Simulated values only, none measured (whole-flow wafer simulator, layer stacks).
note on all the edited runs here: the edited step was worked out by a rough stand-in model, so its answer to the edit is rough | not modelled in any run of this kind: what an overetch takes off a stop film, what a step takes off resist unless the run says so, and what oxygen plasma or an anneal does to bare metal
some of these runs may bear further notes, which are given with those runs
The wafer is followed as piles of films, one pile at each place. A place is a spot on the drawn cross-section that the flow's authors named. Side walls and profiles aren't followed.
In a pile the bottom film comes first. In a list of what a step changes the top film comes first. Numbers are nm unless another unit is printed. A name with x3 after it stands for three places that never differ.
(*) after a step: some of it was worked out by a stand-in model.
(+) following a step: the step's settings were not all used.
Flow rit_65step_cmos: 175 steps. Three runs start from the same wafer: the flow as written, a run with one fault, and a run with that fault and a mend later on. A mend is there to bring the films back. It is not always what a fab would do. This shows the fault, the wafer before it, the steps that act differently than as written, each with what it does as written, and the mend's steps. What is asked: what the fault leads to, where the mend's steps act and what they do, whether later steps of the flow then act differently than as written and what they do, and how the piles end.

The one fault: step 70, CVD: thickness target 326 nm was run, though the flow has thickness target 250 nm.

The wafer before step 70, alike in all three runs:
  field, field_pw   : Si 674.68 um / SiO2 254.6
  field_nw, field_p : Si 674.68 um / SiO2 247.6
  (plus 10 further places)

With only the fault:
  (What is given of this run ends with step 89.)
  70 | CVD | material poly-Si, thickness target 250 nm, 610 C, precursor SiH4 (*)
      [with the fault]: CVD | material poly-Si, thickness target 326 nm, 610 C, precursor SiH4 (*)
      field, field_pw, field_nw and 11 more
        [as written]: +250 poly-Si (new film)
        [with the fault]: +326 poly-Si (new film)
  Steps further on in the flow that do not act as written (not shown: 3 more steps that differ only slightly, by at most 2% or 0.5 nm, whichever is larger):
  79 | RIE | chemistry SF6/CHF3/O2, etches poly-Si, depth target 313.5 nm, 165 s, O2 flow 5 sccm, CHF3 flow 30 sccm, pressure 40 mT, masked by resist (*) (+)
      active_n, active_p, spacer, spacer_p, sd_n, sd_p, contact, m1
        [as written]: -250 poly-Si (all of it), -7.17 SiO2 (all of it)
        [with the fault]: -313.5 poly-Si
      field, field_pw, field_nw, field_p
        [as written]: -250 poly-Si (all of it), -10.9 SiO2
        [with the fault]: -313.5 poly-Si
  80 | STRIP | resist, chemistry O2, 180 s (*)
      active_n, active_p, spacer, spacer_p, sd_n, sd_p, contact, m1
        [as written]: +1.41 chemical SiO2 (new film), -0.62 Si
        [with the fault]: +1.41 chemical SiO2 (new film), -0.62 poly-Si
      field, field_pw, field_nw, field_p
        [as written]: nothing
        [with the fault]: +1.41 chemical SiO2 (new film), -0.62 poly-Si
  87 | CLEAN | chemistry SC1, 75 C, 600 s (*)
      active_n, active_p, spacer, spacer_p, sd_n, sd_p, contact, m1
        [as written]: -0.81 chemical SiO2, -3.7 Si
        [with the fault]: -0.81 chemical SiO2, -3.7 poly-Si
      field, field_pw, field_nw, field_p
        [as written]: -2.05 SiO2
        [with the fault]: -0.81 chemical SiO2, -3.7 poly-Si
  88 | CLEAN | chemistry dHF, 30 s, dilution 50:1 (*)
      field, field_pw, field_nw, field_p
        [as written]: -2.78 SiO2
        [with the fault]: -0.6 chemical SiO2 (all of it)
  The piles after step 89 differ from the flow's at field, field_pw, field_nw and 11 more by more than 2% or 0.5 nm, whichever is larger.
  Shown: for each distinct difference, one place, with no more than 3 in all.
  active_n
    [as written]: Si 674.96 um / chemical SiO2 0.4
    [with the fault]: Si 674.97 um / SiO2 7.17 / poly-Si 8 / chemical SiO2 0.4
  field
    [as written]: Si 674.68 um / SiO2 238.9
    [with the fault]: Si 674.68 um / SiO2 254.6 / poly-Si 8 / chemical SiO2 0.4
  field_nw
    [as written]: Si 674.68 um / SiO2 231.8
    [with the fault]: Si 674.68 um / SiO2 247.6 / poly-Si 8 / chemical SiO2 0.4

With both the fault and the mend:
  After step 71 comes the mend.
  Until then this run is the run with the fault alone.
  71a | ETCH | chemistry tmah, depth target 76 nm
      field, field_pw, field_nw and 11 more
        -76 poly-Si
  Later steps of the flow that are run all act as written at every place that is followed.
  The piles end the same as the flow's at every place that both follow.
